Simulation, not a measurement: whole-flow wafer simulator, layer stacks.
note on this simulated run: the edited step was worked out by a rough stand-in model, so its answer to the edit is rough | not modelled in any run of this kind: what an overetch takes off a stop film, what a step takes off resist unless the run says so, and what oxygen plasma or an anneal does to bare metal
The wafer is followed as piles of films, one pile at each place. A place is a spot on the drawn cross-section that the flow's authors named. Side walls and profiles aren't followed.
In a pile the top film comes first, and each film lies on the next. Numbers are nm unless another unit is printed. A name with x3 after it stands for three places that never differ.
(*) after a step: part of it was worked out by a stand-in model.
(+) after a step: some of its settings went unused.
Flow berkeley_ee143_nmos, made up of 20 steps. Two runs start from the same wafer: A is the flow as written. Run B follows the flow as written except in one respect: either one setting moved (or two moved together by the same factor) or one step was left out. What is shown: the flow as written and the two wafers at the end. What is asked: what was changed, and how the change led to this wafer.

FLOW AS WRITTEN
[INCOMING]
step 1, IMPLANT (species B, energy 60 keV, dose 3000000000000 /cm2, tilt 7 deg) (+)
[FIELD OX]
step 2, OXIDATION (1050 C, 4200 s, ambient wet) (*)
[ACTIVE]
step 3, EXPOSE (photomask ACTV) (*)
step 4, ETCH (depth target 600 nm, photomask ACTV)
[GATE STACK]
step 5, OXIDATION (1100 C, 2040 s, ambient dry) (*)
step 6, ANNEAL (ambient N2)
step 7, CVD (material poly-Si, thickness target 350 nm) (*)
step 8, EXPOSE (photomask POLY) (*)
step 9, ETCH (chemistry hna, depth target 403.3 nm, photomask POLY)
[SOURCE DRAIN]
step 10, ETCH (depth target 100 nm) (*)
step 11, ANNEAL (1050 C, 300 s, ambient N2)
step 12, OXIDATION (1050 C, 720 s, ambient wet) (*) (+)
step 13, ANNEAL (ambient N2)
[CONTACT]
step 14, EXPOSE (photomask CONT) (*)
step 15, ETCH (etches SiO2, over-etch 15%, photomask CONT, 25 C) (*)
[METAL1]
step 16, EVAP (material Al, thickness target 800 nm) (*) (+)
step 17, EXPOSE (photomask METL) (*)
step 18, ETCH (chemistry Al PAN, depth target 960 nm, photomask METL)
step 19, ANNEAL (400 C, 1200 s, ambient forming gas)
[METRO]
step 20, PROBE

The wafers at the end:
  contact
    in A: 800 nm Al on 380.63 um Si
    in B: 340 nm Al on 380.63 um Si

The reason: step 16, EVAP: thickness target 340 nm was run, whereas the flow has thickness target 800 nm.
The wafer lets one read it off: contact has Al 340, and step 16 as written asks for 800 nm.

Step by step, how the change led to this:
  step 16, EVAP (material Al, thickness target 800 nm) (*) (+)
      gate, sd, contact, field: A +800 Al (new film) | B +340 Al (new film)
  step 18, ETCH (chemistry Al PAN, depth target 960 nm, photomask METL)
      gate, sd, field: A -800 Al (all of it) | B -340 Al (all of it)
